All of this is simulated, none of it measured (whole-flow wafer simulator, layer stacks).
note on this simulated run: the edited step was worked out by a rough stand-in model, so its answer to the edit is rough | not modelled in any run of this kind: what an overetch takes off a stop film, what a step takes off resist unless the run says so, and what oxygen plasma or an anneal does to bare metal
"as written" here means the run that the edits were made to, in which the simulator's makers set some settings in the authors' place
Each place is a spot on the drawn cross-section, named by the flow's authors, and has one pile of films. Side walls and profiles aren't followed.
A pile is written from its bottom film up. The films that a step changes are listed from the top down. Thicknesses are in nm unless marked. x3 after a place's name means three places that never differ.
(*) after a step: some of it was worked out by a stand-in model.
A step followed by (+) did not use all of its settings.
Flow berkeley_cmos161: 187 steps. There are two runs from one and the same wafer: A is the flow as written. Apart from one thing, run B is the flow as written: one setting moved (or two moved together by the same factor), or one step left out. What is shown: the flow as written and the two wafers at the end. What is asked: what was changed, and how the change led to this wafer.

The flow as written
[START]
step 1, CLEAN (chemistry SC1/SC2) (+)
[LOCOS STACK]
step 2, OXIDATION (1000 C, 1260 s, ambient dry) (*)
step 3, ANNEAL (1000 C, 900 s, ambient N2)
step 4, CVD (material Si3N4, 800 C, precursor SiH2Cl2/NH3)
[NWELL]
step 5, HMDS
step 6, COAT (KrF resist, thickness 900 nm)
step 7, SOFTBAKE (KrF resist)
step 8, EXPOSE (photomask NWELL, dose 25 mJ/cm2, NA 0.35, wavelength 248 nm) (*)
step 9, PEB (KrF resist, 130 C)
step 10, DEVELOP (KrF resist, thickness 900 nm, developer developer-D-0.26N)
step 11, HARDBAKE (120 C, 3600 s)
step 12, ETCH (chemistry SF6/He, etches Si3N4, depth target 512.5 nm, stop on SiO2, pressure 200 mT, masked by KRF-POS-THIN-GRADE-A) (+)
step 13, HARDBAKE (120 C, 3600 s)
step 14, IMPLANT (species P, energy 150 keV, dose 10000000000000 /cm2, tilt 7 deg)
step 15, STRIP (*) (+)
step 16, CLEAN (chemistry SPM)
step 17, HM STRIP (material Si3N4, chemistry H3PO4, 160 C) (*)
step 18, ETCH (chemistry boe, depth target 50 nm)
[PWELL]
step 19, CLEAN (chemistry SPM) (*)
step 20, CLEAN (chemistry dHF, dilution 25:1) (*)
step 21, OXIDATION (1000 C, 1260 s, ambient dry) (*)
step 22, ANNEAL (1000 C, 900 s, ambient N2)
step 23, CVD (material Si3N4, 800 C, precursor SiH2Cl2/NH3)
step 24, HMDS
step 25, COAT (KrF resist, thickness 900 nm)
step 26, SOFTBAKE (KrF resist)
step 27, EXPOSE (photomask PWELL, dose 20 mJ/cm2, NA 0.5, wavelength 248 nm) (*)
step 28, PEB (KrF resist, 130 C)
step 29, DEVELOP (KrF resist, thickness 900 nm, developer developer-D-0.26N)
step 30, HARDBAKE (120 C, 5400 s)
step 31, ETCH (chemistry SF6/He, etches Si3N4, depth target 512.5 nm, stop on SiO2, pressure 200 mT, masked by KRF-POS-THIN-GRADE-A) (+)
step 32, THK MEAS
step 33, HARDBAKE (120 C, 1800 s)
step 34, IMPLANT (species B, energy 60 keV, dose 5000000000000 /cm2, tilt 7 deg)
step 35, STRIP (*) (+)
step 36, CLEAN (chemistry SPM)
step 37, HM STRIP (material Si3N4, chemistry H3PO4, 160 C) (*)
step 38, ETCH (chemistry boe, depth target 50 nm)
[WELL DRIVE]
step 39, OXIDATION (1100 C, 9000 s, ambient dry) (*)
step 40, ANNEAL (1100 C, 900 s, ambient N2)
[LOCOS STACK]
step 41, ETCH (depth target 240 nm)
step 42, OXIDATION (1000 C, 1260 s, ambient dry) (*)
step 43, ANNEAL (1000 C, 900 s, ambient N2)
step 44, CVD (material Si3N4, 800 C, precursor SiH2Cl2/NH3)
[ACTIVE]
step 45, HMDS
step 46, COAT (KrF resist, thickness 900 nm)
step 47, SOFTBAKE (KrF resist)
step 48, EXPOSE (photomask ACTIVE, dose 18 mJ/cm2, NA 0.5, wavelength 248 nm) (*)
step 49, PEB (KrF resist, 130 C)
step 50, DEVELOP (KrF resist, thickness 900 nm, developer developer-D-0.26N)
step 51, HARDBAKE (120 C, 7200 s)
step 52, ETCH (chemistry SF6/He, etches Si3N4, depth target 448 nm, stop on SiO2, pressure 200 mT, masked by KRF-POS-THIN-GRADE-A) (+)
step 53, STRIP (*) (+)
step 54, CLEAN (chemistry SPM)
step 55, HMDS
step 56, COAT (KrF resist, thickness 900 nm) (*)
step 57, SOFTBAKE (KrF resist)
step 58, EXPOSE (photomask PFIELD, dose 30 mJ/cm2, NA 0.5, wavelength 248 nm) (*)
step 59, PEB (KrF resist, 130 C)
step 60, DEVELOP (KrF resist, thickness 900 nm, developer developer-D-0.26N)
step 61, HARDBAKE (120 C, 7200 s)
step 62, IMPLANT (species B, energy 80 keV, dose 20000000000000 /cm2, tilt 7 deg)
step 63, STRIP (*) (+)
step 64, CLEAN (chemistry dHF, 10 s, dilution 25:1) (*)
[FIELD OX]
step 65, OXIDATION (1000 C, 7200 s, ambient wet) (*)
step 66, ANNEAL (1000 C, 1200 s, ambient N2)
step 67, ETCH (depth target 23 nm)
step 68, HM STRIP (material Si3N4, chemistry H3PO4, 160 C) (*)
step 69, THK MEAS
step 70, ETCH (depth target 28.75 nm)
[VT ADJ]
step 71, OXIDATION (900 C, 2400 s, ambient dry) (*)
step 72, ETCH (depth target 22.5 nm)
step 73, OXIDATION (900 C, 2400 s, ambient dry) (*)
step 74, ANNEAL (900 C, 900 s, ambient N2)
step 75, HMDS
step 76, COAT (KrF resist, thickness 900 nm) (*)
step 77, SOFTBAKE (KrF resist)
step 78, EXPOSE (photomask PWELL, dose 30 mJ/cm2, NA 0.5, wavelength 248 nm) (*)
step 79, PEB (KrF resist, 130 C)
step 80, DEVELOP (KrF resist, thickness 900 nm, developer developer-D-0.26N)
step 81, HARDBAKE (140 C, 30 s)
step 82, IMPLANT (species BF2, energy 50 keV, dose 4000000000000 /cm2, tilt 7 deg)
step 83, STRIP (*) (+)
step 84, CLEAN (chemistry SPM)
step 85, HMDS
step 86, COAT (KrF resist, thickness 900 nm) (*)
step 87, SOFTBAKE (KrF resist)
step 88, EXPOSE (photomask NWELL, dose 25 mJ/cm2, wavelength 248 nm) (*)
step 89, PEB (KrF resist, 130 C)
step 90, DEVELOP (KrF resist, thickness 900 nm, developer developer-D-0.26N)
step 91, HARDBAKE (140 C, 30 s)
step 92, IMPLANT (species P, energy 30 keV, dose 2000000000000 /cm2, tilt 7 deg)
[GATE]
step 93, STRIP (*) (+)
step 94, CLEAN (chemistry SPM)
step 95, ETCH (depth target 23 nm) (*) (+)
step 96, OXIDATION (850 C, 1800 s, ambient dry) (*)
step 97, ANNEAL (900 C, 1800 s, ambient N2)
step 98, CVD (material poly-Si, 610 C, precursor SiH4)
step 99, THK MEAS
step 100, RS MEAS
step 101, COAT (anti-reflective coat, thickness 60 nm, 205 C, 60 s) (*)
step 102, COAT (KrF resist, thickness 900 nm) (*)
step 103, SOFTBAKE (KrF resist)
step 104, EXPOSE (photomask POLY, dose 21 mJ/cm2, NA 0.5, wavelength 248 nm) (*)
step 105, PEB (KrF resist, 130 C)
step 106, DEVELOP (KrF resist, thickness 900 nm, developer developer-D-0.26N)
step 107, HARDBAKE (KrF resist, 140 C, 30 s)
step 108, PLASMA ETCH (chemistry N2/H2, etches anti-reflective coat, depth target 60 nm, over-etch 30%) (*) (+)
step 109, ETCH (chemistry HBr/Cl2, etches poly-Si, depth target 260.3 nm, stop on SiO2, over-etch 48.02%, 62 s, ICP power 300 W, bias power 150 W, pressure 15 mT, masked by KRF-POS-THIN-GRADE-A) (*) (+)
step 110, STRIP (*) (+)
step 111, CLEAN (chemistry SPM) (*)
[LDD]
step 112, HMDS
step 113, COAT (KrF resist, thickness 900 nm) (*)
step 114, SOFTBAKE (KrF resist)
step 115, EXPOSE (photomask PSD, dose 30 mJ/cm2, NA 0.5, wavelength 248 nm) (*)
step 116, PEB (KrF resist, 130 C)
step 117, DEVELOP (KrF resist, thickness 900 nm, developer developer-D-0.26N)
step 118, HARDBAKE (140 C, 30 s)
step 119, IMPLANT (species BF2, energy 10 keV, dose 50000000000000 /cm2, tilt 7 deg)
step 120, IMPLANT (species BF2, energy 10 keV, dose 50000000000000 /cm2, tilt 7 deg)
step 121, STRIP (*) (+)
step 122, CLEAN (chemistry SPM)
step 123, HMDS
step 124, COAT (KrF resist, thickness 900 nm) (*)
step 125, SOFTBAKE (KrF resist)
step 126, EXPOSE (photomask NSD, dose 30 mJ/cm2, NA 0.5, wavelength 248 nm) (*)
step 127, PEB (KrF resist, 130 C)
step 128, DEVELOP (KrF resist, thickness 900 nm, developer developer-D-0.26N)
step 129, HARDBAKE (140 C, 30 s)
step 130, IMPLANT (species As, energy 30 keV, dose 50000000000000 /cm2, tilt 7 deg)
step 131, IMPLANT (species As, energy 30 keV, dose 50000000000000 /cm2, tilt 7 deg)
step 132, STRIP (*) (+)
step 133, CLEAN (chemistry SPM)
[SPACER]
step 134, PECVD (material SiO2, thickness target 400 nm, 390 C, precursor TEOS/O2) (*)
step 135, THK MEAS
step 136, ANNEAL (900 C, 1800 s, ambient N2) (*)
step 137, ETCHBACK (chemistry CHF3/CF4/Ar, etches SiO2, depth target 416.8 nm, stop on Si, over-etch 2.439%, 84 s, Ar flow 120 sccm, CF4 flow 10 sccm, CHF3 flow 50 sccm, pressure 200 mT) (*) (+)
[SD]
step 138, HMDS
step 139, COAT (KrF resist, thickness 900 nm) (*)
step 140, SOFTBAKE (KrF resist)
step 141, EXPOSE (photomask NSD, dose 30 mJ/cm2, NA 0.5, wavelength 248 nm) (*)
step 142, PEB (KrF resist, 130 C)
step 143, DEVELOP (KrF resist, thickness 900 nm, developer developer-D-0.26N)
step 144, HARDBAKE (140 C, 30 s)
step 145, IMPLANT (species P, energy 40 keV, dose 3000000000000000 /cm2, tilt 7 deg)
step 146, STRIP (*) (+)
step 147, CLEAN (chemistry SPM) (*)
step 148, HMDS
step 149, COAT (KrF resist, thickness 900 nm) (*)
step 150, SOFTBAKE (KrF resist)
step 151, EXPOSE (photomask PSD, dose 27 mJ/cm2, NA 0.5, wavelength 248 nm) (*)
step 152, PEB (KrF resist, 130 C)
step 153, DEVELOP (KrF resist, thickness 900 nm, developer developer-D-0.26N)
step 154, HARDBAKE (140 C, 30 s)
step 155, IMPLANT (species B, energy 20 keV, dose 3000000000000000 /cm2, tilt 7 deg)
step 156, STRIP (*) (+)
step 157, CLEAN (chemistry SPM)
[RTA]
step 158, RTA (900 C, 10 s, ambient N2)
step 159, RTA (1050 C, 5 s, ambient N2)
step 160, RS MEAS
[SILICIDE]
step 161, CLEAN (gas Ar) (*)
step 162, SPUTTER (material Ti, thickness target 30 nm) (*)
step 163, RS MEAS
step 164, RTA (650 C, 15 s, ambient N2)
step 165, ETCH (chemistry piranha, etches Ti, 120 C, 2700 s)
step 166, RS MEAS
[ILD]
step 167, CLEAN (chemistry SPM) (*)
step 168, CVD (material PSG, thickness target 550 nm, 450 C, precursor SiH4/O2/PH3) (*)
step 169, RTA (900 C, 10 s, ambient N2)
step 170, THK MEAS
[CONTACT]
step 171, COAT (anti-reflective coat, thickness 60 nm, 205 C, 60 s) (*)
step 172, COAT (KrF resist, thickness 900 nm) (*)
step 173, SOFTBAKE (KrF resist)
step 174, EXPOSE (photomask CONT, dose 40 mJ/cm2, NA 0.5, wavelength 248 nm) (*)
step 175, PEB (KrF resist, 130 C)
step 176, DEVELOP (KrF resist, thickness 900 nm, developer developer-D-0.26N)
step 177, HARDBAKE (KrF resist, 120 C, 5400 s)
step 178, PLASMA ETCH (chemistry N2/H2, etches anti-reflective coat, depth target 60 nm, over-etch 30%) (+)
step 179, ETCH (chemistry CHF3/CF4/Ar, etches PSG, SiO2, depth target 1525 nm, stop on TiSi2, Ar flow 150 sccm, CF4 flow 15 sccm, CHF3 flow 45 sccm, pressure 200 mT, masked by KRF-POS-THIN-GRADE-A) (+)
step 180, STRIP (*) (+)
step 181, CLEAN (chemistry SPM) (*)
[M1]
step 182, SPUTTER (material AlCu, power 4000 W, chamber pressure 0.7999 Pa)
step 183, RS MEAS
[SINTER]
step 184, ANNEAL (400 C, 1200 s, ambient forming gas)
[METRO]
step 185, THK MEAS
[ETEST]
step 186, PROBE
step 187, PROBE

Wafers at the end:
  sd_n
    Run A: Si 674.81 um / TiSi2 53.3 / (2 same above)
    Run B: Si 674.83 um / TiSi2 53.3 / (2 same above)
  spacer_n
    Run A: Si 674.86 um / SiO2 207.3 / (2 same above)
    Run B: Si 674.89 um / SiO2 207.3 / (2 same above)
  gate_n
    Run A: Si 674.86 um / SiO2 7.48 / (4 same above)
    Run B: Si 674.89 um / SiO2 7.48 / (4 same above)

Cause: step 39, OXIDATION: 5166 s was run, though the flow has 9000 s.

Step by step, how the change led to this:
  step 39, OXIDATION (1100 C, 9000 s, ambient dry) (*)
      field, sd_n, spacer_n and 6 more: A +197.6 SiO2 (new film), -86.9 Si | B +140.6 SiO2 (new film), -61.8 Si
  step 41, ETCH (depth target 240 nm)
      field, sd_n, spacer_n and 6 more: A -197.6 SiO2 (all of it) | B -140.6 SiO2 (all of it)
